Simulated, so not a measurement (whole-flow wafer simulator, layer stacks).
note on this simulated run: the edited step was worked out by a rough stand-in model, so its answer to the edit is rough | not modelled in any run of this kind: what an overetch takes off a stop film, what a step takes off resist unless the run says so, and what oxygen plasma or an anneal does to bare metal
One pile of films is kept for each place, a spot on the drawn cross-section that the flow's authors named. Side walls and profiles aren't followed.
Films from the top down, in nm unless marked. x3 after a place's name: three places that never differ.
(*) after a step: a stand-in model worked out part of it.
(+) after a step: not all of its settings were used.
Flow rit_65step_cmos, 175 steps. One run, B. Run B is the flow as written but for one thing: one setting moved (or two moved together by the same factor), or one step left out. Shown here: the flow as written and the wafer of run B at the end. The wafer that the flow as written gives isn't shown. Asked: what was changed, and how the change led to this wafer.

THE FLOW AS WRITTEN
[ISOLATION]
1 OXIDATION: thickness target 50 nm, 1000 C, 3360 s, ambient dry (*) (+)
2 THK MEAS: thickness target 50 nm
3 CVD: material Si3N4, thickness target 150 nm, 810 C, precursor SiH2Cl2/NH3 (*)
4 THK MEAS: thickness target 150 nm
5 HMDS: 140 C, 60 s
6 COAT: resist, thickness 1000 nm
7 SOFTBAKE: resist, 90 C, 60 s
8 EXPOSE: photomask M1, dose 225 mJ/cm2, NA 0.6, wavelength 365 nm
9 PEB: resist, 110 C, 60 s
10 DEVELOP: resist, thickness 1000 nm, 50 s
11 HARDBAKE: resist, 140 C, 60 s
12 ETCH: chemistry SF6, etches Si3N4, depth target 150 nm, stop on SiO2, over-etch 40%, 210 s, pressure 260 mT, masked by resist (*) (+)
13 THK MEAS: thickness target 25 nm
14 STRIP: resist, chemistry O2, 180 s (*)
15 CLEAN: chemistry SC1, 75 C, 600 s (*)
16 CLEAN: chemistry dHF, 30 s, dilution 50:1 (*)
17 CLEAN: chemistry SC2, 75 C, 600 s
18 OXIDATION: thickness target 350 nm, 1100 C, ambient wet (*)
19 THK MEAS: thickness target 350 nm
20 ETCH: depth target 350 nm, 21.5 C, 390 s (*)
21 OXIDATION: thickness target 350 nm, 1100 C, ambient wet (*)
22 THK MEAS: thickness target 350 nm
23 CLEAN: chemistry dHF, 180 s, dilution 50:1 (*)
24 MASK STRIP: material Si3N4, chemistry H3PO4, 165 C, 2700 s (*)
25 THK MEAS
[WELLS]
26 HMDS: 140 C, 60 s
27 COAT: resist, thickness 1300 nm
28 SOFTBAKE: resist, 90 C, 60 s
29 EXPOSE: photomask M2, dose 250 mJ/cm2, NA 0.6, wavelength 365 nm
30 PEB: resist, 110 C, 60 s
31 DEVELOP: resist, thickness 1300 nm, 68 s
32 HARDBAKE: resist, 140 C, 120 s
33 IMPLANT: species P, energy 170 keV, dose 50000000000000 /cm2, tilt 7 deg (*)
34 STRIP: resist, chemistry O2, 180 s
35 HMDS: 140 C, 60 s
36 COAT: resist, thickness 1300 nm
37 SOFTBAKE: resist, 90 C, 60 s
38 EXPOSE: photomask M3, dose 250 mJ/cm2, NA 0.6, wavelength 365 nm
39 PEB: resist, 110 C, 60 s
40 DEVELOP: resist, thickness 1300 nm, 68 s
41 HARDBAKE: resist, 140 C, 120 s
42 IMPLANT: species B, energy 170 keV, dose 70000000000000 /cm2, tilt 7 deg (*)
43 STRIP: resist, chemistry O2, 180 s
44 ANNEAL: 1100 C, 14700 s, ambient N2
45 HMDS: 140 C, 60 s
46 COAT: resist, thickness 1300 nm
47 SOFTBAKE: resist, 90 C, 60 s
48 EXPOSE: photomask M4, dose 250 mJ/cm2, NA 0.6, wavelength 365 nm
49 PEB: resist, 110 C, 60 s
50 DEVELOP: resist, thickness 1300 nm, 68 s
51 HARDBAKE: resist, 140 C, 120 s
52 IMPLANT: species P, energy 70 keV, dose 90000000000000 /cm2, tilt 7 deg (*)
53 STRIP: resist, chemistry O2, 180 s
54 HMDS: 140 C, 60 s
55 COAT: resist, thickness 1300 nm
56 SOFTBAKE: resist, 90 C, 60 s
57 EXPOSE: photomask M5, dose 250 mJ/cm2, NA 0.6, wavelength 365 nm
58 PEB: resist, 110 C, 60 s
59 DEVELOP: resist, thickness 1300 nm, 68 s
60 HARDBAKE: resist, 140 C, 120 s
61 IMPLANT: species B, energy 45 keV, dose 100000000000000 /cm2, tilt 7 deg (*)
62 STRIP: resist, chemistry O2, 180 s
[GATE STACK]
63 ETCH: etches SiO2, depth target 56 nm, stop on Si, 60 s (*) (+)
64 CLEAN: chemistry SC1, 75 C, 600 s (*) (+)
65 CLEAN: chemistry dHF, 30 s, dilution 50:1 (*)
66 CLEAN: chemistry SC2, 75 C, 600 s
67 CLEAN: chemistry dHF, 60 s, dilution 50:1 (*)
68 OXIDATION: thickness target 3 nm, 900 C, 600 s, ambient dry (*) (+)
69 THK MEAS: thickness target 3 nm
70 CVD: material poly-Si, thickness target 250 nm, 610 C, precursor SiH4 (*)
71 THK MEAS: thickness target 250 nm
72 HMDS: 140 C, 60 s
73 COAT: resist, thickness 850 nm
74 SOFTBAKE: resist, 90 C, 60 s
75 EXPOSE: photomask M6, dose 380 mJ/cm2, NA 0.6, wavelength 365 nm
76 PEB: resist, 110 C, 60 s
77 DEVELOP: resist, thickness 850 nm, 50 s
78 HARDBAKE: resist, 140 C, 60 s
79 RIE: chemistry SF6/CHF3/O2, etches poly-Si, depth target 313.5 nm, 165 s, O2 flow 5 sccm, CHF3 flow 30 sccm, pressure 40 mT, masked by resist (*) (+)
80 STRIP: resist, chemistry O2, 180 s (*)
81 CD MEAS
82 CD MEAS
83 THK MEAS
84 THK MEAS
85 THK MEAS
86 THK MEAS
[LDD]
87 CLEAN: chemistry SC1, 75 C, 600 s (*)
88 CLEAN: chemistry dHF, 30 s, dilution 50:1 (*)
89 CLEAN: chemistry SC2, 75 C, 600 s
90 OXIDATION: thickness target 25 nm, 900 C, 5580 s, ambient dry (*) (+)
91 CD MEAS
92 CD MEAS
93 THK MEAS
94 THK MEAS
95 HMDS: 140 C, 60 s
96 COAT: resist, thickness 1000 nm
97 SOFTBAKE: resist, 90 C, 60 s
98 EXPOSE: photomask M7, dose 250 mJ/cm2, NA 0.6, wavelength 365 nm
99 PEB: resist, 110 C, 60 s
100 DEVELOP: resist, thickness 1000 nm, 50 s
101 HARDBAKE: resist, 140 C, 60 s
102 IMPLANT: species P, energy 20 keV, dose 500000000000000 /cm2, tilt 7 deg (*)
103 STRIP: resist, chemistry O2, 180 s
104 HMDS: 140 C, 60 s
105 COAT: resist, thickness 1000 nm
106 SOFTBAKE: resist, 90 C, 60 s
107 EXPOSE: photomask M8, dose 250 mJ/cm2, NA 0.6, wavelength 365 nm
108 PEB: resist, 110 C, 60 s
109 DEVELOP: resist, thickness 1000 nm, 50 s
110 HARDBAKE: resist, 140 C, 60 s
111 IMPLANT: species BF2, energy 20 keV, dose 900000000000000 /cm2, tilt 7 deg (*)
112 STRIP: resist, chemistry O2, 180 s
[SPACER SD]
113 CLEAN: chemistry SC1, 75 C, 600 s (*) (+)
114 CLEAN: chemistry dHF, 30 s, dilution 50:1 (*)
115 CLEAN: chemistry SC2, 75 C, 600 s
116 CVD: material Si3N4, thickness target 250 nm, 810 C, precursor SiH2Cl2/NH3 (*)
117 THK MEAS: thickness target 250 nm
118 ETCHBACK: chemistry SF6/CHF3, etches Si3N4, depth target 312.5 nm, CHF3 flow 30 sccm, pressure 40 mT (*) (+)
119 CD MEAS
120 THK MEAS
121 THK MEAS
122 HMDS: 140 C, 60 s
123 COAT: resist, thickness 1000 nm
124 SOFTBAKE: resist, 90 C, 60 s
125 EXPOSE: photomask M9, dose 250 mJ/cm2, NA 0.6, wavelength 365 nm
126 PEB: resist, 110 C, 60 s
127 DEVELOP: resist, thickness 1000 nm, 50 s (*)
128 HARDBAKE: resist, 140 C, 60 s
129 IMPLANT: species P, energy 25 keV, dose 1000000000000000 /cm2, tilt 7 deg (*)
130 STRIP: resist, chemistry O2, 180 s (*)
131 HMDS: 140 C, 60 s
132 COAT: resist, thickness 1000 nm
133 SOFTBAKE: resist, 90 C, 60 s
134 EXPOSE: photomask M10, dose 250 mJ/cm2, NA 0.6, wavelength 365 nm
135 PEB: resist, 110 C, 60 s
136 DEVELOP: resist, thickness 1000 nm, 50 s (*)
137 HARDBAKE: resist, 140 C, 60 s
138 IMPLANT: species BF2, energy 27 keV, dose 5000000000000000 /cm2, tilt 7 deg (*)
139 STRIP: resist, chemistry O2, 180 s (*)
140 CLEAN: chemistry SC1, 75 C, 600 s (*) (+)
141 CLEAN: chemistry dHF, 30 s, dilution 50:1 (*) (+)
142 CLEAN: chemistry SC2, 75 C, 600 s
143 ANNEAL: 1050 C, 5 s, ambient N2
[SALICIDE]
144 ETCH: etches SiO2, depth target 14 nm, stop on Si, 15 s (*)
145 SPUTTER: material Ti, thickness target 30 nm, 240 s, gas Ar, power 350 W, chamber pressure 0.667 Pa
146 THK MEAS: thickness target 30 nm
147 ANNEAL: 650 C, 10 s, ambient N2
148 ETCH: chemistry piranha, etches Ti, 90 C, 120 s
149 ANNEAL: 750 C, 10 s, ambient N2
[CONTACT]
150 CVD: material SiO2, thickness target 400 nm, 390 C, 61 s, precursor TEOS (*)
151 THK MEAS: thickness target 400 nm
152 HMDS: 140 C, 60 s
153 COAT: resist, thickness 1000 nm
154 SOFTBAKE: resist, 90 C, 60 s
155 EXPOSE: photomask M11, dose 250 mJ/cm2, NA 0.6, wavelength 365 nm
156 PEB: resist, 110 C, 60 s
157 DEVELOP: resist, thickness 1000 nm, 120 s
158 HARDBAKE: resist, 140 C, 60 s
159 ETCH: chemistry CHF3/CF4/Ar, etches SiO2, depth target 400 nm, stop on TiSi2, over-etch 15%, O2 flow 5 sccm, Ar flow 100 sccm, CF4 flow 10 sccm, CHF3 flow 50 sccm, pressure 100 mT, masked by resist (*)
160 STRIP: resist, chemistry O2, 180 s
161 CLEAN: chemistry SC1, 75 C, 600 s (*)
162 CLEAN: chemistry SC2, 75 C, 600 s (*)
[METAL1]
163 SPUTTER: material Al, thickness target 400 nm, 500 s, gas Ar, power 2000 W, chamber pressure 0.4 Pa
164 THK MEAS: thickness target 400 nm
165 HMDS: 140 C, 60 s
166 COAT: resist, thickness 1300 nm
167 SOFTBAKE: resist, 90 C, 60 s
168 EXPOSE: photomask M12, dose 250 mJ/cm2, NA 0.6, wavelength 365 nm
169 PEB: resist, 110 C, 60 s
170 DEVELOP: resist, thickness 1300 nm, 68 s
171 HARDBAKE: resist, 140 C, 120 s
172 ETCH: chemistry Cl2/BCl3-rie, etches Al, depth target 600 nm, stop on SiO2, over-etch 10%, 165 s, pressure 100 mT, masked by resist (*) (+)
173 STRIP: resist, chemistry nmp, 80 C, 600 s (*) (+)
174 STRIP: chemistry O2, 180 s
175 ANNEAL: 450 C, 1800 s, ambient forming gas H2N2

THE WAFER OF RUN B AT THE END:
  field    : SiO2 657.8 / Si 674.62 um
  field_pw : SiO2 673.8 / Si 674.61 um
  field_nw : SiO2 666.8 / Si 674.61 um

The cause: step 21, OXIDATION: thickness target 490 nm was run, where the flow has thickness target 350 nm.

How the change led to this, step by step:
  21 OXIDATION: thickness target 350 nm, 1100 C, ambient wet (*)
      active_n, active_p, gate_n and 7 more: SiO2 +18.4 (new film), Si3N4 -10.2 (as written it would be: SiO2 +12 (new film), Si3N4 -6.61)
      field, field_pw, field_nw, field_p: SiO2 +490 (new film), Si -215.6 (as written it would be: SiO2 +350 (new film), Si -154)
  23 CLEAN: chemistry dHF, 180 s, dilution 50:1 (*)
      active_n, active_p, gate_n and 7 more: SiO2 -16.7 (as written it would be: SiO2 -12 (all of it), Si3N4 -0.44)
  24 MASK STRIP: material Si3N4, chemistry H3PO4, 165 C, 2700 s (*)
      active_n, active_p, gate_n and 7 more: SiO2 -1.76 (all of it), Si3N4 -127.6 (all of it), SiO2 -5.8 (as written it would be: Si3N4 -130.8 (all of it), SiO2 -5.68)
  27 COAT: resist, thickness 1300 nm
      field_pw, field_nw: resist +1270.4 (new film) (as written it would be: resist +1313 (new film))
      field: resist +1258 (new film) (as written it would be: resist +1315.7 (new film))
      (and at 1 more place)
  30 PEB: resist, 110 C, 60 s
      field, field_p: resist -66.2 (as written it would be: resist -69.2)
      field_pw, field_nw: resist -66.8 (as written it would be: resist -69.1)
  31 DEVELOP: resist, thickness 1300 nm, 68 s
      field_nw: resist -1203.5 (all of it) (as written it would be: resist -1243.9 (all of it))
      field_p: resist -1192 (all of it) (as written it would be: resist -1246.4 (all of it))
  32 HARDBAKE: resist, 140 C, 120 s
      field: resist -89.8 (as written it would be: resist -94)
      field_pw: resist -90.7 (as written it would be: resist -93.8)
  34 STRIP: resist, chemistry O2, 180 s
      field: resist -1102 (all of it) (as written it would be: resist -1152.5 (all of it))
      field_pw: resist -1112.8 (all of it) (as written it would be: resist -1150.2 (all of it))
  36 COAT: resist, thickness 1300 nm
      field_pw, field_nw: resist +1270.4 (new film) (as written it would be: resist +1313 (new film))
      field: resist +1258 (new film) (as written it would be: resist +1315.7 (new film))
      (and at 1 more place)
  39 PEB: resist, 110 C, 60 s
      field, field_p: resist -66.2 (as written it would be: resist -69.2)
      field_pw, field_nw: resist -66.8 (as written it would be: resist -69.1)
  40 DEVELOP: resist, thickness 1300 nm, 68 s
      field: resist -1191.8 (all of it) (as written it would be: resist -1246.5 (all of it))
      field_pw: resist -1203.5 (all of it) (as written it would be: resist -1243.9 (all of it))
  41 HARDBAKE: resist, 140 C, 120 s
      field_nw: resist -90.7 (as written it would be: resist -93.8)
      field_p: resist -89.8 (as written it would be: resist -94)
  43 STRIP: resist, chemistry O2, 180 s
      field_nw: resist -1112.8 (all of it) (as written it would be: resist -1150.2 (all of it))
      field_p: resist -1102.1 (all of it) (as written it would be: resist -1152.5 (all of it))
  46 COAT: resist, thickness 1300 nm
      field_pw, field_nw: resist +1270.4 (new film) (as written it would be: resist +1313 (new film))
      field: resist +1258 (new film) (as written it would be: resist +1315.7 (new film))
      (and at 1 more place)
  49 PEB: resist, 110 C, 60 s
      field, field_p: resist -66.2 (as written it would be: resist -69.2)
      field_pw, field_nw: resist -66.8 (as written it would be: resist -69.1)
  50 DEVELOP: resist, thickness 1300 nm, 68 s
      field_nw: resist -1203.5 (all of it) (as written it would be: resist -1243.9 (all of it))
      field_p: resist -1192 (all of it) (as written it would be: resist -1246.4 (all of it))
  ... 37 more steps ...
  170 DEVELOP: resist, thickness 1300 nm, 68 s
      field: resist -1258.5 (all of it) (as written it would be: resist -1316.6 (all of it))
      field_pw: resist -1244.2 (all of it) (as written it would be: resist -1285.5 (all of it))
      (and at 2 more places)
